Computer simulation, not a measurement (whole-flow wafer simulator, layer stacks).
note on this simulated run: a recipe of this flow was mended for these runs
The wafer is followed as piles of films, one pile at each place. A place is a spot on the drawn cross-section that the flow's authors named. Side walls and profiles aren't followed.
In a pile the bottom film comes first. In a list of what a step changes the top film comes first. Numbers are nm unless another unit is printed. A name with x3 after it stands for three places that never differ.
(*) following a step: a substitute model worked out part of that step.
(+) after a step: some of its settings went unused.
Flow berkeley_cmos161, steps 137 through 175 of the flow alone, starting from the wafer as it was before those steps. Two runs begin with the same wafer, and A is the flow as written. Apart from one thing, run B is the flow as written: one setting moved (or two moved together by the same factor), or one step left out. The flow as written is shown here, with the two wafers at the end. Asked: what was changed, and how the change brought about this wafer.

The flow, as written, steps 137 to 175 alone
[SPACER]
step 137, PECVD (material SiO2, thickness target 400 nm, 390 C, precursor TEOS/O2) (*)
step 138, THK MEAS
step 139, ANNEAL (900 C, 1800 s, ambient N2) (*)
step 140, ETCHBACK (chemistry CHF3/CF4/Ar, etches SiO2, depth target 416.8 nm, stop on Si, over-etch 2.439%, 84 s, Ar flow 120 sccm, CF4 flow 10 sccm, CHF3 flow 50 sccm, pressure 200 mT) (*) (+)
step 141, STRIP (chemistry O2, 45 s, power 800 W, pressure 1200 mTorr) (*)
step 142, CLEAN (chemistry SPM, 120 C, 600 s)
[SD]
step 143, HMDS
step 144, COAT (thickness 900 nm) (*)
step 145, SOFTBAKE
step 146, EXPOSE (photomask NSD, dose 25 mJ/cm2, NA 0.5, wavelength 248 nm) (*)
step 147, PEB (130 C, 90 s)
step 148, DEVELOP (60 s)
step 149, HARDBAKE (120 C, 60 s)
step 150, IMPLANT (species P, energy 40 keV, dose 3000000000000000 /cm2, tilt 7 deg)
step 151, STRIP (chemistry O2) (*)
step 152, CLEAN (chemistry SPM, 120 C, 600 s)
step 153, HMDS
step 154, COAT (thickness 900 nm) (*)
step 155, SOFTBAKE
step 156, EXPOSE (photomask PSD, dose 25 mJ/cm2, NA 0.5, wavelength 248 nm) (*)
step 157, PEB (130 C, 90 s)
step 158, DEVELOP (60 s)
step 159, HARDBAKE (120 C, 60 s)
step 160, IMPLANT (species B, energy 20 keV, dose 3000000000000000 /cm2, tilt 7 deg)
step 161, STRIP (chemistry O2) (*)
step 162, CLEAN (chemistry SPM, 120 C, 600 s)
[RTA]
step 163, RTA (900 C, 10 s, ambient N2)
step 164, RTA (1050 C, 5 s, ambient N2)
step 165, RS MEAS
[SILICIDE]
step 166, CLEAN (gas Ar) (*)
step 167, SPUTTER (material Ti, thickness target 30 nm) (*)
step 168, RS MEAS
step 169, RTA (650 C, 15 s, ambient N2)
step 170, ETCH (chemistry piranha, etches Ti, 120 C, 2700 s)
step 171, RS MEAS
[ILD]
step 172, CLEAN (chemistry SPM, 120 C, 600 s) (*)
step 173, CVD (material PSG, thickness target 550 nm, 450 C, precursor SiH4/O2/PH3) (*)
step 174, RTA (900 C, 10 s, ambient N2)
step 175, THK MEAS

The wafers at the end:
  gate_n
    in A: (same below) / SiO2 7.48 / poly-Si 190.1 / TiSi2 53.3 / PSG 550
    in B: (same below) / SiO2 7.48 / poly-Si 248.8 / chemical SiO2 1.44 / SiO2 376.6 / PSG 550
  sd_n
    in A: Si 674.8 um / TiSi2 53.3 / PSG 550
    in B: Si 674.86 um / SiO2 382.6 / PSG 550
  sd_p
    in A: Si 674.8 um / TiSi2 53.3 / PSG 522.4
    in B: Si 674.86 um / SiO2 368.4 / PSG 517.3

What caused this: step 140, ETCHBACK: chemistry CHF3/CF4/Ar, etches SiO2, depth target 416.8 nm, stop on Si, over-etch 2.439%, 84 s, Ar flow 120 sccm, CF4 flow 10 sccm, CHF3 flow 50 sccm, pressure 200 mT (*) (+), was skipped.

How this came from the change, step by step:
  step 141, STRIP (chemistry O2, 45 s, power 800 W, pressure 1200 mTorr) (*)
      sd_n, sd_p, contact, m1: A chemical SiO2 gains 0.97 (new film), Si loses 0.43 | B nothing
      gate_n, gate_p: A chemical SiO2 gains 0.97 (new film), poly-Si loses 0.43 | B nothing
  step 144, COAT (thickness 900 nm) (*)
      sd_n: A KrF-resist gains 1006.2 (new film) | B KrF-resist gains 1029.5 (new film)
      spacer_n: A KrF-resist gains 813 (new film) | B KrF-resist gains 1056.7 (new film)
      (as well as at 4 more places)
  step 147, PEB (130 C, 90 s)
      spacer_n: A KrF-resist loses 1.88 | B KrF-resist loses 2.56
      spacer_p: A KrF-resist loses 1.86 | B KrF-resist loses 2.55
  step 148, DEVELOP (60 s)
      sd_n: A KrF-resist loses 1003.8 (all of it) | B KrF-resist loses 1027 (all of it)
      spacer_n: A KrF-resist loses 811.1 (all of it) | B KrF-resist loses 1054.2 (all of it)
      (as well as at 1 more place)
  step 149, HARDBAKE (120 C, 60 s)
      sd_p: A KrF-resist loses 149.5 | B KrF-resist loses 154.4
      spacer_p: A KrF-resist loses 118.9 | B KrF-resist loses 155.6
      (as well as at 1 more place)
  step 151, STRIP (chemistry O2) (*)
      sd_p: A KrF-resist loses 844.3 (all of it), chemical SiO2 gains 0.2, Si loses 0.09 | B KrF-resist loses 872 (all of it)
      gate_p: A KrF-resist loses 639.6 (all of it), chemical SiO2 gains 0.2, poly-Si loses 0.09 | B KrF-resist loses 659.8 (all of it)
      (as well as at 1 more place)
  step 154, COAT (thickness 900 nm) (*)
      sd_n: A KrF-resist gains 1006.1 (new film) | B KrF-resist gains 1029.5 (new film)
      spacer_n: A KrF-resist gains 813.2 (new film) | B KrF-resist gains 1056.7 (new film)
      (as well as at 4 more places)
  step 157, PEB (130 C, 90 s)
      spacer_n: A KrF-resist loses 1.88 | B KrF-resist loses 2.56
      spacer_p: A KrF-resist loses 1.86 | B KrF-resist loses 2.55
  step 158, DEVELOP (60 s)
      sd_p: A KrF-resist loses 1008.7 (all of it) | B KrF-resist loses 1041.4 (all of it)
      spacer_p: A KrF-resist loses 804.3 (all of it) | B KrF-resist loses 1049.8 (all of it)
      (as well as at 1 more place)
  step 159, HARDBAKE (120 C, 60 s)
      sd_n: A KrF-resist loses 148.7 | B KrF-resist loses 152.2
      spacer_n: A KrF-resist loses 120 | B KrF-resist loses 156.3
      (as well as at 1 more place)
  step 161, STRIP (chemistry O2) (*)
      sd_n: A KrF-resist loses 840 (all of it), chemical SiO2 gains 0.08 | B KrF-resist loses 859.9 (all of it)
      gate_n: A KrF-resist loses 645.4 (all of it), chemical SiO2 gains 0.08, poly-Si loses 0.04 | B KrF-resist loses 660.6 (all of it)
      (as well as at 1 more place)
  step 166, CLEAN (gas Ar) (*)
      sd_n, sd_p, contact, m1: A chemical SiO2 loses 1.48 (all of it) | B SiO2 loses 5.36
      gate_n, gate_p: A chemical SiO2 loses 1.48 (all of it), poly-Si loses 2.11 | B SiO2 loses 5.36
  step 169, RTA (650 C, 15 s, ambient N2)
      sd_n, sd_p, contact, m1: A Ti loses 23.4, TiSi first gains 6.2 (new film), TiSi2 C49 gains 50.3 (new film), Si loses 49 | B nothing
      gate_n, gate_p: A Ti loses 23.4, TiSi first gains 6.2 (new film), TiSi2 C49 gains 50.3 (new film), poly-Si loses 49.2 | B nothing
  step 170, ETCH (chemistry piranha, etches Ti, 120 C, 2700 s)
      sd_n, gate_n, sd_p, gate_p, contact, m1: A Ti loses 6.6 (all of it), TiSi first loses 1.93 | B Ti loses 30 (all of it)
  step 173, CVD (material PSG, thickness target 550 nm, 450 C, precursor SiH4/O2/PH3) (*)
      spacer_n, spacer_p: A PSG gains 550 (new film) | B PSG gains 517.3 (new film)
  step 174, RTA (900 C, 10 s, ambient N2)
      sd_n, sd_p, contact, m1: A under 1 film: TiSi2 gains 53.3 (new film), TiSi first loses 4.27 (all of it), TiSi2 C49 loses 50.3 (all of it), Si loses 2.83 | B nothing
      gate_n, gate_p: A under 1 film: TiSi2 gains 53.3 (new film), TiSi first loses 4.27 (all of it), TiSi2 C49 loses 50.3 (all of it), poly-Si loses 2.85 | B nothing
